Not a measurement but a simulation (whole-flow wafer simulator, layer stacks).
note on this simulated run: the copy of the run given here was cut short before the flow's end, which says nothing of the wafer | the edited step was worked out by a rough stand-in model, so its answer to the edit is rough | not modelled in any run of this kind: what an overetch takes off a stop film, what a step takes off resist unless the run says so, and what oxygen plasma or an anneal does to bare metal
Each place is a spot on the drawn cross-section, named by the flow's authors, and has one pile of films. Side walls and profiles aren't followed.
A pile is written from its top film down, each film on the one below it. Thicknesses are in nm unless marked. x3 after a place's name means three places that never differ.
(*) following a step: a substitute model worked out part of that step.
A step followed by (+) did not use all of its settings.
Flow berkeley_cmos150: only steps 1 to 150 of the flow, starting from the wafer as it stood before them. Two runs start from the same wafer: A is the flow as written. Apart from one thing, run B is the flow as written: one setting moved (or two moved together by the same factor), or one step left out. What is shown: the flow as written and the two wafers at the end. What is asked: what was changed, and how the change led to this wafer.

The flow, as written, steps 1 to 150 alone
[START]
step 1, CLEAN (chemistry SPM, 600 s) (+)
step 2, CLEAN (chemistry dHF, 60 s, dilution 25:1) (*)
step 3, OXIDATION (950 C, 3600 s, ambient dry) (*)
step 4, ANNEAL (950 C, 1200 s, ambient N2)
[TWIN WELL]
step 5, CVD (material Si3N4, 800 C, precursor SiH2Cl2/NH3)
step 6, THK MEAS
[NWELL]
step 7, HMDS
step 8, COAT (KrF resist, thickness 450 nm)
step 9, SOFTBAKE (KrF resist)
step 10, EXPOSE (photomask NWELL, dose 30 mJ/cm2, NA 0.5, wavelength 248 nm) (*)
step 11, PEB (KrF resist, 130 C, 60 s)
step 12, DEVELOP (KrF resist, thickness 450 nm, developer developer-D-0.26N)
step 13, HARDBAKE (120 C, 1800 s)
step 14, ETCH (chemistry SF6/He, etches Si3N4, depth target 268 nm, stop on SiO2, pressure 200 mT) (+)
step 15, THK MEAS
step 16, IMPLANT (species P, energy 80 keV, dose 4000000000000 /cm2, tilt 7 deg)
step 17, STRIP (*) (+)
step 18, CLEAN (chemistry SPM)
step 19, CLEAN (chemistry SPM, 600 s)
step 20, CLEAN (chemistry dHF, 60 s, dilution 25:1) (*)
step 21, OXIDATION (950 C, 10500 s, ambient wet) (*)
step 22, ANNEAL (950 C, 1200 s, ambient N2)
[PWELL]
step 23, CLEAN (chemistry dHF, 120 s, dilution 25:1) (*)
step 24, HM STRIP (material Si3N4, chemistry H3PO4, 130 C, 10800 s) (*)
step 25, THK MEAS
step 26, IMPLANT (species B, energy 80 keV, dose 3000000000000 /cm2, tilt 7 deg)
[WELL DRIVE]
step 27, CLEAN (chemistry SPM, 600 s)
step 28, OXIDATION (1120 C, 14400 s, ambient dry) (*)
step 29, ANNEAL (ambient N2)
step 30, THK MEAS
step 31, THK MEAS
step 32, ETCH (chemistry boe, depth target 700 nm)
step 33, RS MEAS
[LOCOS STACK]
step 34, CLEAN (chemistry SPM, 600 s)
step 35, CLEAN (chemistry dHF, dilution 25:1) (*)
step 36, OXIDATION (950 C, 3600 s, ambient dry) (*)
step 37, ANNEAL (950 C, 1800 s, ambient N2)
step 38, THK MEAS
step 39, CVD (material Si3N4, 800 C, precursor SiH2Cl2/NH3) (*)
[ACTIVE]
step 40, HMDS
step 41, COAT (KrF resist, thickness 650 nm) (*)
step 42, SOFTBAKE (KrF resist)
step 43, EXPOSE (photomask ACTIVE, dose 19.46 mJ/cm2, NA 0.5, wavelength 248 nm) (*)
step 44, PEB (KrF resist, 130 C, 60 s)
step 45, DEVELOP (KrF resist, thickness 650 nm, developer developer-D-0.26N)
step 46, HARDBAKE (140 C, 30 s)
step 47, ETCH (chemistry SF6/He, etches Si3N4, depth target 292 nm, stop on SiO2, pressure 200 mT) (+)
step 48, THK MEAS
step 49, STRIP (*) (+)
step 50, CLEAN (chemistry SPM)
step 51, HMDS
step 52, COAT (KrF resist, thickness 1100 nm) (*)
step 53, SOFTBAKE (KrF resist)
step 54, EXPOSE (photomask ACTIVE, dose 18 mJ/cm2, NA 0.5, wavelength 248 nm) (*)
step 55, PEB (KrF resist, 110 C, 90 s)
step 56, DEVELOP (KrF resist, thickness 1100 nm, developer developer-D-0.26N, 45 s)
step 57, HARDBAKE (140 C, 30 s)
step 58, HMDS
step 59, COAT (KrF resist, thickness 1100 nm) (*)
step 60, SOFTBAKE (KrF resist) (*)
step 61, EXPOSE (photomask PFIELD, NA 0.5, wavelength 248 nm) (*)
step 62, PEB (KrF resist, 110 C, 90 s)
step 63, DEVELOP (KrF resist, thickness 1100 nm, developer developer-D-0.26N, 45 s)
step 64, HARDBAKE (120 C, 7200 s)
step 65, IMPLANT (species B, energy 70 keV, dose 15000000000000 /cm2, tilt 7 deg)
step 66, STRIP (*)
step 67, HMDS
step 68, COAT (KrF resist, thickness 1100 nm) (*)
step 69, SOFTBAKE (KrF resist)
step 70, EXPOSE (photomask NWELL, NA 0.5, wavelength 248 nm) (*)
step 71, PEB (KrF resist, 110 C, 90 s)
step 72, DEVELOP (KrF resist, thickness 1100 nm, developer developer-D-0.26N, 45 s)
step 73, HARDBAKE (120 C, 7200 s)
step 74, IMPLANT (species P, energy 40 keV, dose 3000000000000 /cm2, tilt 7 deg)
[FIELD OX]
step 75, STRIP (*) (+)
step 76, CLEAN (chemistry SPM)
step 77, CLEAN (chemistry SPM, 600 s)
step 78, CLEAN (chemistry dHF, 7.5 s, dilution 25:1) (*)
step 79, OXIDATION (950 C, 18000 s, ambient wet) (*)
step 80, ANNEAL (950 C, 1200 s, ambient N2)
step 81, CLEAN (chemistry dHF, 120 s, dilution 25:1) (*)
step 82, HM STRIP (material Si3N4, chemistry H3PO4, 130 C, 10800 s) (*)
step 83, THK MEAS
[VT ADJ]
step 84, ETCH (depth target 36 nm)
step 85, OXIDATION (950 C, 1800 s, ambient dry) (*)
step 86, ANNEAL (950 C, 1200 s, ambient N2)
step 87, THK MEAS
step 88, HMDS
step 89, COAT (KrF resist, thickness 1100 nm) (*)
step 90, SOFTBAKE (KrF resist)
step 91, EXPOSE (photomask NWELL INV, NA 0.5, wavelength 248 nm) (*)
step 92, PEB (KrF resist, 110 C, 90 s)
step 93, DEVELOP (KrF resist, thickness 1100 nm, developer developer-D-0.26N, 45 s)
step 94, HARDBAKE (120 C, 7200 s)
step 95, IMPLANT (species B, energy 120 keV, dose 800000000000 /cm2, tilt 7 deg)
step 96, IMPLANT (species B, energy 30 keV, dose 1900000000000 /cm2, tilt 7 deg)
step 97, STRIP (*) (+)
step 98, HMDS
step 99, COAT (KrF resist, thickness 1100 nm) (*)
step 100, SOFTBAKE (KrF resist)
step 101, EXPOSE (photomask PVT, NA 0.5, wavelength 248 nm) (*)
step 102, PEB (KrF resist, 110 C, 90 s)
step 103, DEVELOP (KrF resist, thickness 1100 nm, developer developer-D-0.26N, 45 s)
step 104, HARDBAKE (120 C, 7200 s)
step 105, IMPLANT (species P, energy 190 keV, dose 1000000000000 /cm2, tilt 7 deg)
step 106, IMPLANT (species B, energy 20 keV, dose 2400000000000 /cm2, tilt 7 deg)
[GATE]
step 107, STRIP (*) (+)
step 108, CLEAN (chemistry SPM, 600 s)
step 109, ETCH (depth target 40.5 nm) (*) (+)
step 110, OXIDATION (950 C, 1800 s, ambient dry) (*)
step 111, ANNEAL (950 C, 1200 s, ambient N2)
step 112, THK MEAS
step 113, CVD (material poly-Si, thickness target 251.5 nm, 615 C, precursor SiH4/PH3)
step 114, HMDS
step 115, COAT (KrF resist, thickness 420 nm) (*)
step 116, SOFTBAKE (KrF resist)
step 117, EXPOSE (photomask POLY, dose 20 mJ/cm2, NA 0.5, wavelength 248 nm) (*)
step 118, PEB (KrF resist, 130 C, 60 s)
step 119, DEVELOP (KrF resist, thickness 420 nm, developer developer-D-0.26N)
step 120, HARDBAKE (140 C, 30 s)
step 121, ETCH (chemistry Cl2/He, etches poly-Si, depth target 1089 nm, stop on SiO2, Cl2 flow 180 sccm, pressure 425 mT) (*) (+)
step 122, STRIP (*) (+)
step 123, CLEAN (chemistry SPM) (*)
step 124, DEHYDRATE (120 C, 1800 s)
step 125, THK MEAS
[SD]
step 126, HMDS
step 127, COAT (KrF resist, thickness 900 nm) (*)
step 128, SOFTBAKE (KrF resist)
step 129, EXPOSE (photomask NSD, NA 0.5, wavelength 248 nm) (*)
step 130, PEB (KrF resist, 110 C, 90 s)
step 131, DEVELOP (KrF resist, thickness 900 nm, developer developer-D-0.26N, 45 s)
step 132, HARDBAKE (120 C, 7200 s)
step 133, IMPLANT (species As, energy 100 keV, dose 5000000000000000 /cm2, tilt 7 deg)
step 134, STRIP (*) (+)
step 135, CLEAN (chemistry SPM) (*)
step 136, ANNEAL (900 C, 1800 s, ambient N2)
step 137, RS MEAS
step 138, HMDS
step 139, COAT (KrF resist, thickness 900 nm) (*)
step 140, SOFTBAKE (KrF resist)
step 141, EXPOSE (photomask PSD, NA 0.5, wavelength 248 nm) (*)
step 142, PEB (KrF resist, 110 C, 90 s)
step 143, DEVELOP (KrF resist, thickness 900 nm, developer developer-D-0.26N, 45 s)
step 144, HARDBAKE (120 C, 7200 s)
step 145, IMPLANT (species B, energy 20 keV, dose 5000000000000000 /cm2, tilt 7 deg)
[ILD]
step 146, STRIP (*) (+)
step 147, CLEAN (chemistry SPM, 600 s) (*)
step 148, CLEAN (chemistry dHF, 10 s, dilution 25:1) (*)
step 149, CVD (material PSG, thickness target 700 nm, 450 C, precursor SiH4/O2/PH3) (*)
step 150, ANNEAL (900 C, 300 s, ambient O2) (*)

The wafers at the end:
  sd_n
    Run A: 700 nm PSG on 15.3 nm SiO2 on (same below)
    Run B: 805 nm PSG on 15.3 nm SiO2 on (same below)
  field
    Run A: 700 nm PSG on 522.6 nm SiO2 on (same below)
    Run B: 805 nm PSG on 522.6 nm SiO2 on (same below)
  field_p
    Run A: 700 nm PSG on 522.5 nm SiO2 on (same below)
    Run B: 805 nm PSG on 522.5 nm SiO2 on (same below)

What caused this: step 149, CVD: thickness target 805 nm was run, whereas the flow has thickness target 700 nm.
The wafer itself shows it: sd_n has PSG 805, and step 149 as written asks for 700 nm.

The path from the change to this, step by step:
  step 149, CVD (material PSG, thickness target 700 nm, 450 C, precursor SiH4/O2/PH3) (*)
      field, field_p, sd_n, gate_n, gate_p, contact, m1: A PSG gains 700 (new film) | B PSG gains 805 (new film)
      sd_p: A PSG gains 639.5 (new film) | B PSG gains 785 (new film)
